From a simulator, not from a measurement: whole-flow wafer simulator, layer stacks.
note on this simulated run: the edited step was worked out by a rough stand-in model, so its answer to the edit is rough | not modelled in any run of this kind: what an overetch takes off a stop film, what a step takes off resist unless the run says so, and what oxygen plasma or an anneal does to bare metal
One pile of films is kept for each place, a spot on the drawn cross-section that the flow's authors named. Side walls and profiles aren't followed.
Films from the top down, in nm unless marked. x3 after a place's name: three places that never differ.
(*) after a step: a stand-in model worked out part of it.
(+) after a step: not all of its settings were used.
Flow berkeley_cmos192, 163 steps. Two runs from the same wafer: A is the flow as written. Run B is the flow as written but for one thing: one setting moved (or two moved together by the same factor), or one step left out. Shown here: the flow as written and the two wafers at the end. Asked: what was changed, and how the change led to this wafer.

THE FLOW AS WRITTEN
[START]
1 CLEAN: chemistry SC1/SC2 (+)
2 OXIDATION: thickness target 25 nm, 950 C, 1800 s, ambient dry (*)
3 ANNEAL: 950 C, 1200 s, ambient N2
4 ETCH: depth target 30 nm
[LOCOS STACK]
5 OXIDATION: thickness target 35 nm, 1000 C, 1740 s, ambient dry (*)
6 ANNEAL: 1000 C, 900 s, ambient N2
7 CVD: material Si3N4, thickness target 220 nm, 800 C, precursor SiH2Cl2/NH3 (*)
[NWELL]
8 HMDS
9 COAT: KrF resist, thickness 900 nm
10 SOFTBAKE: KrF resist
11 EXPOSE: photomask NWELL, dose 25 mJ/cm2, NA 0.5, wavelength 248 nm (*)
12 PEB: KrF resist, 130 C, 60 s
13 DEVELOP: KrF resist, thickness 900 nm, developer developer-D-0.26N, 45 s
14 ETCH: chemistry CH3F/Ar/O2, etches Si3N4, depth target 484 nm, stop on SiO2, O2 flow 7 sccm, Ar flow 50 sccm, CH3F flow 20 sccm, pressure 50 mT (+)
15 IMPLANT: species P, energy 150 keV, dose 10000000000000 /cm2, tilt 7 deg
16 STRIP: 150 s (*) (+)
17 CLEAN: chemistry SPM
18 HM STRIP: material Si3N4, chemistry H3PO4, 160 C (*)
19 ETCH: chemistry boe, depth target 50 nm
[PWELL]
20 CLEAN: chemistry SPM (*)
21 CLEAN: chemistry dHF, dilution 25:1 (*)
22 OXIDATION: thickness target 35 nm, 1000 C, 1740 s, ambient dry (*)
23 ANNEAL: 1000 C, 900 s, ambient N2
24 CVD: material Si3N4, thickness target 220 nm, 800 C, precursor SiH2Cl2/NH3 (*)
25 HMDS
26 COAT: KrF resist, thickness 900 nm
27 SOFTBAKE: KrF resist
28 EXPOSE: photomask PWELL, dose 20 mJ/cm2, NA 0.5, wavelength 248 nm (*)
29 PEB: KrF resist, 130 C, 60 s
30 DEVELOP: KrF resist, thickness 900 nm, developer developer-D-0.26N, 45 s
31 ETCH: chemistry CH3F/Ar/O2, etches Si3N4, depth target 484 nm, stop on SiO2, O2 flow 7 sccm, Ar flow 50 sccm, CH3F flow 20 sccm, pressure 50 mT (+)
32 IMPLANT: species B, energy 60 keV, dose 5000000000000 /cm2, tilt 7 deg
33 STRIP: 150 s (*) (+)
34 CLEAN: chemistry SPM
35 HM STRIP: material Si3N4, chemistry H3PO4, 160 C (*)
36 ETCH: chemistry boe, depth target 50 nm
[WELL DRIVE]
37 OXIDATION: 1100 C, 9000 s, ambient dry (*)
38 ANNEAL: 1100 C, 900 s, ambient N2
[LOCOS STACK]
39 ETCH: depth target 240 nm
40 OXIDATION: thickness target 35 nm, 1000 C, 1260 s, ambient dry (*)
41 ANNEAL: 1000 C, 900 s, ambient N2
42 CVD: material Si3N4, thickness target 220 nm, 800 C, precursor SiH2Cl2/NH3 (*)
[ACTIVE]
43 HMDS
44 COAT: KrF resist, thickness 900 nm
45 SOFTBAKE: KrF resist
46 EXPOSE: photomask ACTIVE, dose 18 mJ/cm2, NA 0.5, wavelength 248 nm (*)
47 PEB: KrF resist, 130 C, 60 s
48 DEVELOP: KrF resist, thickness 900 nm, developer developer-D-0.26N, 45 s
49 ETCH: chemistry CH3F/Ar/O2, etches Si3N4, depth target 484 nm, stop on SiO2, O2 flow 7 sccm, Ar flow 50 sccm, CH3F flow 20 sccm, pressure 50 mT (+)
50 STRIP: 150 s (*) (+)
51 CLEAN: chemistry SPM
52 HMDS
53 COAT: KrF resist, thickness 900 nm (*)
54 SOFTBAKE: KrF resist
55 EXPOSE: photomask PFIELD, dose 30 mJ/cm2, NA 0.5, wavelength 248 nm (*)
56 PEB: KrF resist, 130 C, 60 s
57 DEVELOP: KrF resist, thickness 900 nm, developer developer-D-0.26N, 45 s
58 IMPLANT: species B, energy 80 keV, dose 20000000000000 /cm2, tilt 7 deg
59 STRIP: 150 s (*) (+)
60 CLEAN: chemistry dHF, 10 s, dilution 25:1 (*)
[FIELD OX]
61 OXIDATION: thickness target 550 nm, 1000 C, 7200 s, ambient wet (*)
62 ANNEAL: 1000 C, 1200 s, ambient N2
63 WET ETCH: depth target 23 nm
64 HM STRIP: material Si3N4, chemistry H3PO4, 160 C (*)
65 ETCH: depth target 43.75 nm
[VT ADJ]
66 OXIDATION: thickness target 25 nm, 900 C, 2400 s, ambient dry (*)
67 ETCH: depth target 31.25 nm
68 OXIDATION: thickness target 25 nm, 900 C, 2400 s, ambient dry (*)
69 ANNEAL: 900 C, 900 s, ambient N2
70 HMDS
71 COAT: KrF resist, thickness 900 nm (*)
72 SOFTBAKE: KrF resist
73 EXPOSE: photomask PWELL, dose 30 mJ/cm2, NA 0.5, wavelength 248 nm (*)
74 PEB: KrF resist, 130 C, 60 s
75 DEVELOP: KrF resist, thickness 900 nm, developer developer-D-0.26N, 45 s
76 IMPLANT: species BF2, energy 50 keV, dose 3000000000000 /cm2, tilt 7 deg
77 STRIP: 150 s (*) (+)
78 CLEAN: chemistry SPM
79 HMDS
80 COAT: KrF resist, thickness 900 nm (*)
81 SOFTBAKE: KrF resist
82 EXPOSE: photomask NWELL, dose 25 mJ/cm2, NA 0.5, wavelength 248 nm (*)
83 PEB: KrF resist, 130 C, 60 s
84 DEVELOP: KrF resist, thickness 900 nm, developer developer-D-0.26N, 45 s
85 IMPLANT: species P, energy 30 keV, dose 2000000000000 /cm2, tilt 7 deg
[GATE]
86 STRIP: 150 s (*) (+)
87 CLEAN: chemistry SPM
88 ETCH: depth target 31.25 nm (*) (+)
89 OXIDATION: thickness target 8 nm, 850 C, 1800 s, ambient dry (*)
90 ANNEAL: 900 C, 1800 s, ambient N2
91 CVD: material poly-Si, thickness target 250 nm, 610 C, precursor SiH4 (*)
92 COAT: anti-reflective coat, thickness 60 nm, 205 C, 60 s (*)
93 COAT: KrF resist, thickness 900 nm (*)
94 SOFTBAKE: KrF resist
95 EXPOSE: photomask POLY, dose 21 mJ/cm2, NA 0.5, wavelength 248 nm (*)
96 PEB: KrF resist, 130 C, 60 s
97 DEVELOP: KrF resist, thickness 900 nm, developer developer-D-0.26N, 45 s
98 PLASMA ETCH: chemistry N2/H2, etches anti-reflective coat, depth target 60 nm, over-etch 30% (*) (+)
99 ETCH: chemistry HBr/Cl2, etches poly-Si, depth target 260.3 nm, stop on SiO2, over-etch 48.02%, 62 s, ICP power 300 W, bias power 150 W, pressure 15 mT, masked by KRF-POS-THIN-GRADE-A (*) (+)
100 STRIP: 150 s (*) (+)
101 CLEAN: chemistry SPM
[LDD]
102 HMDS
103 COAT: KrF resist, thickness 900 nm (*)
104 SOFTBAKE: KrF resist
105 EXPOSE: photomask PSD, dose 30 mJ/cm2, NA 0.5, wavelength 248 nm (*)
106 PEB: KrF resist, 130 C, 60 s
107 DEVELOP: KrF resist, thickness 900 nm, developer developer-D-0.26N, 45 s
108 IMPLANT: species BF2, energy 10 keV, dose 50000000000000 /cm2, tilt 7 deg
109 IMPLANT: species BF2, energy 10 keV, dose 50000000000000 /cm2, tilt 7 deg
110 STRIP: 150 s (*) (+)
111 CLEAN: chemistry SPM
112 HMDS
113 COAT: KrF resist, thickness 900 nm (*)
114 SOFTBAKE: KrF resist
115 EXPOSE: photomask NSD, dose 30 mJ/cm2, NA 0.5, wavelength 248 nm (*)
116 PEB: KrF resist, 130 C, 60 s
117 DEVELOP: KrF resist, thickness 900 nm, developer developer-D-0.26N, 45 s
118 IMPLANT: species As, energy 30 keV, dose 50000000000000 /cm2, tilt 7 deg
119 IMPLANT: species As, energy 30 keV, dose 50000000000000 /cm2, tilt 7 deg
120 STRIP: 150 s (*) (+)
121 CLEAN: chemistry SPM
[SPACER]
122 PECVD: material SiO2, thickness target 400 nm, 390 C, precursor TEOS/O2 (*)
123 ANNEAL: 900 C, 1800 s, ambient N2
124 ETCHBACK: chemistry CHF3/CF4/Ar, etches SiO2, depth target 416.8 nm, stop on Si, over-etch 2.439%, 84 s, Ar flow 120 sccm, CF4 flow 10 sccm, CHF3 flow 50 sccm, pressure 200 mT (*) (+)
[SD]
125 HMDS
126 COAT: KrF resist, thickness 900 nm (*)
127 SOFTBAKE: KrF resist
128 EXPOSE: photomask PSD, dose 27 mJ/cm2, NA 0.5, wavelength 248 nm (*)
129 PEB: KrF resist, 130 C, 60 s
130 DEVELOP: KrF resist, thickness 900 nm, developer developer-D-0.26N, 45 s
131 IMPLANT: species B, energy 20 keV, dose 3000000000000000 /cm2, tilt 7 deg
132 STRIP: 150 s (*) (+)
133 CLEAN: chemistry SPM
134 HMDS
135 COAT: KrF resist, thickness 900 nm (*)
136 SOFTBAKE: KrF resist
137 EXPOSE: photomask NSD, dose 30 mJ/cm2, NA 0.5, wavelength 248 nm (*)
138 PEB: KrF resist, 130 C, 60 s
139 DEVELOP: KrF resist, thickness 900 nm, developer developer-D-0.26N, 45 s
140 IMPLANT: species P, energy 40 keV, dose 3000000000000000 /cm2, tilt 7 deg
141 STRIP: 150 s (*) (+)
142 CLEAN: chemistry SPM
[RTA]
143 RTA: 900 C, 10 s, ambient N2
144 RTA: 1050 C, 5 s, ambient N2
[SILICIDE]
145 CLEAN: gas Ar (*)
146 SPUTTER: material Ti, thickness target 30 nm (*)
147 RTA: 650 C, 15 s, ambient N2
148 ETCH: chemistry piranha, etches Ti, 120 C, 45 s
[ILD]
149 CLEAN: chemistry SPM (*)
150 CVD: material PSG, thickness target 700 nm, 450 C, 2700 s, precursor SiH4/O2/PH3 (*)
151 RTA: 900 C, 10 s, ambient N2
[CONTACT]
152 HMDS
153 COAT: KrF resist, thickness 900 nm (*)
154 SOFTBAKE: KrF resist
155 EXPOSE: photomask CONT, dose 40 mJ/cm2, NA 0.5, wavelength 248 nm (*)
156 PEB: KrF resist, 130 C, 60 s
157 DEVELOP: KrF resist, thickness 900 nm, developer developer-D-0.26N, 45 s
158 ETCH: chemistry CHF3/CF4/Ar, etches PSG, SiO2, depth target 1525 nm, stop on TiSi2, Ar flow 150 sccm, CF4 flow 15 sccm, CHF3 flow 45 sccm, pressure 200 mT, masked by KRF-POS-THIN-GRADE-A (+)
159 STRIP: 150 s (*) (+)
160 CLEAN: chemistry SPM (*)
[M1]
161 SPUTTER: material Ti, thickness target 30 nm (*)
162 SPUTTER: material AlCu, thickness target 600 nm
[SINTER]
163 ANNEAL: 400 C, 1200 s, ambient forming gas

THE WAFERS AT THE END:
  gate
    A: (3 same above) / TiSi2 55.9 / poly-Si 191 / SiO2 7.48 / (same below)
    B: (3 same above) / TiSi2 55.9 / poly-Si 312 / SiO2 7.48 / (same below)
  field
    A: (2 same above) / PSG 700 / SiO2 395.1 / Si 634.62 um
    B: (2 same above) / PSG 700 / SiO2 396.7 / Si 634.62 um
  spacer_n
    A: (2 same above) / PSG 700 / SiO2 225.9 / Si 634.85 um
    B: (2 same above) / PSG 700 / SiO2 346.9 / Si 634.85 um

The cause: step 91, CVD: thickness target 371 nm was run, where the flow has thickness target 250 nm.

How the change led to this, step by step:
  91 CVD: material poly-Si, thickness target 250 nm, 610 C, precursor SiH4 (*)
      field, sd_n, spacer_n and 6 more: A poly-Si +250 (new film) | B poly-Si +371 (new film)
  92 COAT: anti-reflective coat, thickness 60 nm, 205 C, 60 s (*)
      field: A anti-reflective coat +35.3 (new film) | B anti-reflective coat +36.9 (new film)
      sd_n: A anti-reflective coat +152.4 (new film) | B anti-reflective coat +157.6 (new film)
      (and at 1 more place)
  98 PLASMA ETCH: chemistry N2/H2, etches anti-reflective coat, depth target 60 nm, over-etch 30% (*) (+)
      field: A anti-reflective coat -35.3 (all of it), poly-Si -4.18 | B anti-reflective coat -36.9 (all of it), poly-Si -4.31
      sd_n: A anti-reflective coat -152.4 (all of it), poly-Si -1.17 | B anti-reflective coat -157.6 (all of it), poly-Si -1.21
      (and at 1 more place)
  99 ETCH: chemistry HBr/Cl2, etches poly-Si, depth target 260.3 nm, stop on SiO2, over-etch 48.02%, 62 s, ICP power 300 W, bias power 150 W, pressure 15 mT, masked by KRF-POS-THIN-GRADE-A (*) (+)
      spacer_n, spacer_p: A poly-Si -245.8 (all of it), SiO2 -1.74 | B poly-Si -366.6 (all of it), SiO2 -0.09
      field: A poly-Si -245.8 (all of it), SiO2 -1.74 | B poly-Si -366.7 (all of it), SiO2 -0.09
      (and at 4 more places)
  103 COAT: KrF resist, thickness 900 nm (*)
      gate: A KrF resist +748 (new film) | B KrF resist +646.7 (new film)
      gate_p: A KrF resist +744.1 (new film) | B KrF resist +642.8 (new film)
  107 DEVELOP: KrF resist, thickness 900 nm, developer developer-D-0.26N, 45 s
      gate_p: A KrF resist -742.9 (all of it) | B KrF resist -641.9 (all of it)
  110 STRIP: 150 s (*) (+)
      gate: A KrF resist -732.7 (all of it), chemical SiO2 +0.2, poly-Si -0.09 | B KrF resist -631.5 (all of it), chemical SiO2 +0.2, poly-Si -0.09
  113 COAT: KrF resist, thickness 900 nm (*)
      gate: A KrF resist +747.9 (new film) | B KrF resist +646.6 (new film)
      gate_p: A KrF resist +743.9 (new film) | B KrF resist +642.7 (new film)
  117 DEVELOP: KrF resist, thickness 900 nm, developer developer-D-0.26N, 45 s
      gate: A KrF resist -746.8 (all of it) | B KrF resist -645.7 (all of it)
  120 STRIP: 150 s (*) (+)
      gate_p: A KrF resist -728.6 (all of it), chemical SiO2 +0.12, poly-Si -0.05 | B KrF resist -627.5 (all of it), chemical SiO2 +0.12, poly-Si -0.05
  124 ETCHBACK: chemistry CHF3/CF4/Ar, etches SiO2, depth target 416.8 nm, stop on Si, over-etch 2.439%, 84 s, Ar flow 120 sccm, CF4 flow 10 sccm, CHF3 flow 50 sccm, pressure 200 mT (*) (+)
      spacer_n: A SiO2 -160 | B SiO2 -39.4
      spacer_p: A SiO2 -159.9 | B SiO2 -39.4
  126 COAT: KrF resist, thickness 900 nm (*)
      spacer_n: A KrF resist +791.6 (new film) | B KrF resist +703.6 (new film)
      gate: A KrF resist +771.5 (new film) | B KrF resist +685.7 (new film)
      (and at 2 more places)
  130 DEVELOP: KrF resist, thickness 900 nm, developer developer-D-0.26N, 45 s
      spacer_p: A KrF resist -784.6 (all of it) | B KrF resist -697.1 (all of it)
      gate_p: A KrF resist -764.3 (all of it) | B KrF resist -679 (all of it)
  132 STRIP: 150 s (*) (+)
      spacer_n: A KrF resist -776.1 (all of it) | B KrF resist -688.3 (all of it)
      gate: A chemical SiO2 +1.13 (new film), KrF resist -756.1 (all of it), poly-Si -0.5 | B chemical SiO2 +1.13 (new film), KrF resist -670.4 (all of it), poly-Si -0.5
  135 COAT: KrF resist, thickness 900 nm (*)
      spacer_n: A KrF resist +791.1 (new film) | B KrF resist +703.9 (new film)
      gate: A KrF resist +770.3 (new film) | B KrF resist +685.3 (new film)
      (and at 2 more places)
  139 DEVELOP: KrF resist, thickness 900 nm, developer developer-D-0.26N, 45 s
      spacer_n: A KrF resist -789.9 (all of it) | B KrF resist -702.8 (all of it)
      gate: A KrF resist -769.1 (all of it) | B KrF resist -684.3 (all of it)
  ... 2 more steps ...
  159 STRIP: 150 s (*) (+)
      field: A KrF resist -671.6 (all of it) | B KrF resist -686.2 (all of it)
      spacer_n: A KrF resist -620.3 (all of it) | B KrF resist -556.3 (all of it)
      (and at 4 more places)
